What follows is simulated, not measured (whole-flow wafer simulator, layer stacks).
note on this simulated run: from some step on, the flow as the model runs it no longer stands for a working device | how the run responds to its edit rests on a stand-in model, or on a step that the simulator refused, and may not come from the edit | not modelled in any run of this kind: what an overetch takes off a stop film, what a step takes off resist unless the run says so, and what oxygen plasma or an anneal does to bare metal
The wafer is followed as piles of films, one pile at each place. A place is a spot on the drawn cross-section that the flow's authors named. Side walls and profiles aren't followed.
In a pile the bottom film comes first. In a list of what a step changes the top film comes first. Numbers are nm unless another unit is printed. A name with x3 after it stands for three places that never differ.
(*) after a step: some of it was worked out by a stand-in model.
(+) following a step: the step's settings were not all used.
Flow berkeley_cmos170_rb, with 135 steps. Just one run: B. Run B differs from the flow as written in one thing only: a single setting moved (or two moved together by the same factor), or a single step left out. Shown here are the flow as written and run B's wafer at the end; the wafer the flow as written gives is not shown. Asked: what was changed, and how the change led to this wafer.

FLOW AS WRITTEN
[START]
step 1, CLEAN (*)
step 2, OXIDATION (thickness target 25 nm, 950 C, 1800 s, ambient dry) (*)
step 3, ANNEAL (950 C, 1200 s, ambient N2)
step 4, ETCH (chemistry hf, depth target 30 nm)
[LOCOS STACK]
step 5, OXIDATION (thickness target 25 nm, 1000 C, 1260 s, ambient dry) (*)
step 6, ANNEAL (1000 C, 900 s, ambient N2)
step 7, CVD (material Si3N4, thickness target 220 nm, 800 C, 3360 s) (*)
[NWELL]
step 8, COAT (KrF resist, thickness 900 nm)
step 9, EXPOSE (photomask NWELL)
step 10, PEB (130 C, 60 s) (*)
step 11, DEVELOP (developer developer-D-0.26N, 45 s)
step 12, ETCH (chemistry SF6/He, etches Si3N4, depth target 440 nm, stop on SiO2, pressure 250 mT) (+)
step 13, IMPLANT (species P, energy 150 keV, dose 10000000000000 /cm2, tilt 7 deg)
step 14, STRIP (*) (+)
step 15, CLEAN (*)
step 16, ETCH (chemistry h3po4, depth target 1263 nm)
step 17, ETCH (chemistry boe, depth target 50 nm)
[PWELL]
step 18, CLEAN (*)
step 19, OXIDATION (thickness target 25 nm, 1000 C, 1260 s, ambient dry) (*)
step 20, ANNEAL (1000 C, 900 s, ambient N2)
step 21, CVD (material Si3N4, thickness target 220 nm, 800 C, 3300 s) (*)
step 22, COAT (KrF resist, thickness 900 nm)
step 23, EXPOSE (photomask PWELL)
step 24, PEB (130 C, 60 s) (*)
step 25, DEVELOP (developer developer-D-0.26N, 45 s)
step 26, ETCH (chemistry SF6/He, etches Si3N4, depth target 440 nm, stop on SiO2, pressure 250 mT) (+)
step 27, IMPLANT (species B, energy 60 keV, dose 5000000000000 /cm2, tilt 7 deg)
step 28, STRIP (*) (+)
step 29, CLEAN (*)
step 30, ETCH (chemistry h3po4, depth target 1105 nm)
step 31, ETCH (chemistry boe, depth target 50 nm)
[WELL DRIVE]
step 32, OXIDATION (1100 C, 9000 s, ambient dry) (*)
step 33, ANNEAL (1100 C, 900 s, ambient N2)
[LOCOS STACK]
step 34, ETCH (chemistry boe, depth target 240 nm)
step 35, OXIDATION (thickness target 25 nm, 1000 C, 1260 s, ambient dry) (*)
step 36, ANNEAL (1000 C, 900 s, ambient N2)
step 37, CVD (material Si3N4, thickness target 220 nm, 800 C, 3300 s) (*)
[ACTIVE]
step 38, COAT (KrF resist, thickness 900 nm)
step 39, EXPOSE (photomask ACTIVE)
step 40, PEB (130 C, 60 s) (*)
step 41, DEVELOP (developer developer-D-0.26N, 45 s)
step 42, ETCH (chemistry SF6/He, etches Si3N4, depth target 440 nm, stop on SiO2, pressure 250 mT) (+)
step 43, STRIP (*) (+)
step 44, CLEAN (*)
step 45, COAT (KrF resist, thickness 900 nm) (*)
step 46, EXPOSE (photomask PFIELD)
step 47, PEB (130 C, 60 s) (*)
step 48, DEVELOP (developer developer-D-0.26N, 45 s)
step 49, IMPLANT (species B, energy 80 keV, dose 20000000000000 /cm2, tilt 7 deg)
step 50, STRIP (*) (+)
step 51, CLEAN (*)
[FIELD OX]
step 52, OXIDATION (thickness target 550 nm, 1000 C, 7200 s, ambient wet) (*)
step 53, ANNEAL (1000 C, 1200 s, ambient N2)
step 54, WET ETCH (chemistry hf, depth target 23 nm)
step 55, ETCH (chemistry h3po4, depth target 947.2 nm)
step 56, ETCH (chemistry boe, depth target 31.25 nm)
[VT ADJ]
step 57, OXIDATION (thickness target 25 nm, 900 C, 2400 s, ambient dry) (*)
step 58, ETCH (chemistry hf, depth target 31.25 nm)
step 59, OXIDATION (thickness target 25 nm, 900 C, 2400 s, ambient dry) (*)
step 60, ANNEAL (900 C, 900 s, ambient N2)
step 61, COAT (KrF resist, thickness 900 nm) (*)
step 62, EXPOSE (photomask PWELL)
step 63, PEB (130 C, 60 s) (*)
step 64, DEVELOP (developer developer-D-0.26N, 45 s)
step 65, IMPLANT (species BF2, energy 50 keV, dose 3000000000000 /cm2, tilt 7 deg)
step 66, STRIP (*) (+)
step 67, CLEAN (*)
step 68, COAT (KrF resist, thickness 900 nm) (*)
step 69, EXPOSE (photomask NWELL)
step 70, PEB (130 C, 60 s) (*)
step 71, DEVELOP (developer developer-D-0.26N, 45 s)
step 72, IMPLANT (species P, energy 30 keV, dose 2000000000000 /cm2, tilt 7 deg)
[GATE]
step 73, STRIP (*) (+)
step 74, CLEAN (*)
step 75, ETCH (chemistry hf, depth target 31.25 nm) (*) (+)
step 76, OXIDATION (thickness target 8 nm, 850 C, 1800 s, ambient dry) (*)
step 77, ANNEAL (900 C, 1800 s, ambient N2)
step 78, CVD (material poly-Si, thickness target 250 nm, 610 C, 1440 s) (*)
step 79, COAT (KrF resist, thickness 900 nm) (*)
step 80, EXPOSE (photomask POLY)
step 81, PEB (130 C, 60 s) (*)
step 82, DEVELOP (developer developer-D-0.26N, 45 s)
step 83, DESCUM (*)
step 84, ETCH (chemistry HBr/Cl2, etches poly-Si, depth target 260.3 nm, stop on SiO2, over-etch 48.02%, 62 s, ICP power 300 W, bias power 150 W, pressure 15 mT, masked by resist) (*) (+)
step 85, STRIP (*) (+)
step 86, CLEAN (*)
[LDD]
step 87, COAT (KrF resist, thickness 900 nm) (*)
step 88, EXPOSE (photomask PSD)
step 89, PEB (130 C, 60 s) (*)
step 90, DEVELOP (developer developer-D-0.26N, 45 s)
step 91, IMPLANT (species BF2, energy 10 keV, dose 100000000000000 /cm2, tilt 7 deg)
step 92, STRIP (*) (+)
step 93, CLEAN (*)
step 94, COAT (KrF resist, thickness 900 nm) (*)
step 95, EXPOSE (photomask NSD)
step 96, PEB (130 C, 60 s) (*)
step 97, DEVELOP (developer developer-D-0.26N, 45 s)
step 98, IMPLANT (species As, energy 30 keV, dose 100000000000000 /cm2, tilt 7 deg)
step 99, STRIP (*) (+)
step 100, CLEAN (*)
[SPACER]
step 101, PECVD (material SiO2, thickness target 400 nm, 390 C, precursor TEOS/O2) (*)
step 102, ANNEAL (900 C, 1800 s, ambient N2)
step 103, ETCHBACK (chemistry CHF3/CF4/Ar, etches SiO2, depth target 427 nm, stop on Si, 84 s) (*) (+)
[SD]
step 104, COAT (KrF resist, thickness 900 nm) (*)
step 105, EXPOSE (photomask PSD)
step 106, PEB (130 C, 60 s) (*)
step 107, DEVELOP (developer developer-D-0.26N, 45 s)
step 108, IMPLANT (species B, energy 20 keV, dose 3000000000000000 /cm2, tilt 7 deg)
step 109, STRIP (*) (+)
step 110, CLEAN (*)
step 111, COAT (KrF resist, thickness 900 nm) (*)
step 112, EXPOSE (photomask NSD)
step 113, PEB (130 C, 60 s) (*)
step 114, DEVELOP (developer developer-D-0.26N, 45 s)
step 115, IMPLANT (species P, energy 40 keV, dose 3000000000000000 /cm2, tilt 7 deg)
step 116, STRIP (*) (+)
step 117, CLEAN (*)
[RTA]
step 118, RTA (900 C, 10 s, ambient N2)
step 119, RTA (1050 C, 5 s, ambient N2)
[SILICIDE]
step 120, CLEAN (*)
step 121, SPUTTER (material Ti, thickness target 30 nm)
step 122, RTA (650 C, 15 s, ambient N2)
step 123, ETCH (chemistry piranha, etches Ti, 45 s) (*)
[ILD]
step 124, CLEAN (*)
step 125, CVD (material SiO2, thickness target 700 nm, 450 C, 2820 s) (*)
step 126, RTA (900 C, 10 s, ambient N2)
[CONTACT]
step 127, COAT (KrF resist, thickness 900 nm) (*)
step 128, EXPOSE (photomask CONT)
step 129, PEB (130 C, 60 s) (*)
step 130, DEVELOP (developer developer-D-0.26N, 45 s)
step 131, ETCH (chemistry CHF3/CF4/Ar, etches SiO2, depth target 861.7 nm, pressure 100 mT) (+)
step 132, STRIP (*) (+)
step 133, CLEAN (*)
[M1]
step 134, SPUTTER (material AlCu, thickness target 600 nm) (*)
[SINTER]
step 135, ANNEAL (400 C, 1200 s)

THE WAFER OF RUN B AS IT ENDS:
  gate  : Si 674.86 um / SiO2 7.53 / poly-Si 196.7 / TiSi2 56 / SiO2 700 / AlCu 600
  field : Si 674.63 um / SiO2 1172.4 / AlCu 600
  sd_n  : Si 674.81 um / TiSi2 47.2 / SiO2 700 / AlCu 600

What caused this: step 34, ETCH: depth target 144 nm was run, while the flow as written has depth target 240 nm.

The path from the change to this, step by step:
  step 34, ETCH (chemistry boe, depth target 240 nm)
      field, sd_n, spacer_n and 6 more: -144 SiO2 (in the flow as written it would be: -197.6 SiO2 (all of it))
  step 35, OXIDATION (thickness target 25 nm, 1000 C, 1260 s, ambient dry) (*)
      field, sd_n, spacer_n and 6 more: +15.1 SiO2, -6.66 Si (in the flow as written it would be: +26.6 SiO2 (new film), -11.7 Si)
  step 52, OXIDATION (thickness target 550 nm, 1000 C, 7200 s, ambient wet) (*)
      spacer_n, spacer_p, gate_p: +12.9 SiO2 (new film), -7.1 Si3N4, +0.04 SiO2 (in the flow as written it would be: +12.9 SiO2 (new film), -7.1 Si3N4)
      gate: +12.9 SiO2 (new film), -7.1 Si3N4, +0.04 SiO2 (in the flow as written it would be: +12.9 SiO2 (new film), -7.1 Si3N4, +0.08 SiO2, -0.08 Si)
      (also at 5 further places)
  step 56, ETCH (chemistry boe, depth target 31.25 nm)
      spacer_n, gate, sd_p, spacer_p, gate_p, contact: -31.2 SiO2 (in the flow as written it would be: -26.6 SiO2 (all of it))
      sd_n: -31.2 SiO2 (in the flow as written it would be: -28.8 SiO2 (all of it))
      (also at 1 further place)
  step 57, OXIDATION (thickness target 25 nm, 900 C, 2400 s, ambient dry) (*)
      spacer_n, gate, spacer_p, gate_p: +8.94 SiO2, -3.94 Si (in the flow as written it would be: +15 SiO2 (new film), -6.62 Si)
      sd_n: +7.58 SiO2, -3.33 Si (in the flow as written it would be: +15 SiO2 (new film), -6.62 Si)
      (also at 3 further places)
  step 58, ETCH (chemistry hf, depth target 31.25 nm)
      sd_n, spacer_n, gate, sd_p, spacer_p, gate_p, contact, m1: -31.2 SiO2 (in the flow as written it would be: -15 SiO2 (all of it))
  step 59, OXIDATION (thickness target 25 nm, 900 C, 2400 s, ambient dry) (*)
      spacer_n, gate, spacer_p, gate_p: +9.14 SiO2, -4.02 Si (in the flow as written it would be: +15 SiO2 (new film), -6.62 Si)
      sd_n: +7.47 SiO2, -3.29 Si (in the flow as written it would be: +15 SiO2 (new film), -6.62 Si)
      (also at 3 further places)
  step 75, ETCH (chemistry hf, depth target 31.25 nm) (*) (+)
      sd_n, m1: -31.2 SiO2 (in the flow as written it would be: -15 SiO2 (all of it))
      spacer_n, gate, spacer_p, gate_p: -24.3 SiO2 (all of it) (in the flow as written it would be: -15 SiO2 (all of it))
      (also at 2 further places)
  step 76, OXIDATION (thickness target 8 nm, 850 C, 1800 s, ambient dry) (*)
      sd_n: +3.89 SiO2, -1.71 Si (in the flow as written it would be: +7.53 SiO2 (new film), -3.31 Si)
      m1: +3.71 SiO2, -1.63 Si (in the flow as written it would be: +7.53 SiO2 (new film), -3.31 Si)
  step 103, ETCHBACK (chemistry CHF3/CF4/Ar, etches SiO2, depth target 427 nm, stop on Si, 84 s) (*) (+)
      sd_n: -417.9 SiO2 (all of it) (in the flow as written it would be: -406.1 SiO2 (all of it))
      m1: -425.2 SiO2 (all of it) (in the flow as written it would be: -406.1 SiO2 (all of it))
  step 104, COAT (KrF resist, thickness 900 nm) (*)
      sd_n: +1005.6 KrF resist (new film) (in the flow as written it would be: +982.1 KrF resist (new film))
  step 109, STRIP (*) (+)
      sd_n: -991.4 KrF resist (all of it) (in the flow as written it would be: -967.9 KrF resist (all of it))
  step 111, COAT (KrF resist, thickness 900 nm) (*)
      sd_n: +1005.6 KrF resist (new film) (in the flow as written it would be: +982.1 KrF resist (new film))
  step 114, DEVELOP (developer developer-D-0.26N, 45 s)
      sd_n: -1005.6 KrF resist (all of it) (in the flow as written it would be: -982.1 KrF resist (all of it))
  step 121, SPUTTER (material Ti, thickness target 30 nm)
      sd_n: +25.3 Ti (new film) (in the flow as written it would be: +30 Ti (new film))
      sd_p: +26 Ti (new film) (in the flow as written it would be: +27.1 Ti (new film))
  step 122, RTA (650 C, 15 s, ambient N2)
      sd_n: -19.7 Ti, +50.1 TiSi2 C49 (new film), -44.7 Si (in the flow as written it would be: -23.4 Ti, +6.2 TiSi first (new film), +50.3 TiSi2 C49 (new film), -49 Si)
      sd_p: -20.3 Ti, +51.6 TiSi2 C49 (new film), -46 Si (in the flow as written it would be: -21.1 Ti, +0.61 TiSi first (new film), +52.9 TiSi2 C49 (new film), -47.6 Si)
  ... 2 other steps ...
  step 132, STRIP (*) (+)
      field: -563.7 KrF resist (all of it) (in the flow as written it would be: -575.3 KrF resist (all of it))
      sd_n: -798.1 KrF resist (all of it) (in the flow as written it would be: -780.4 KrF resist (all of it))
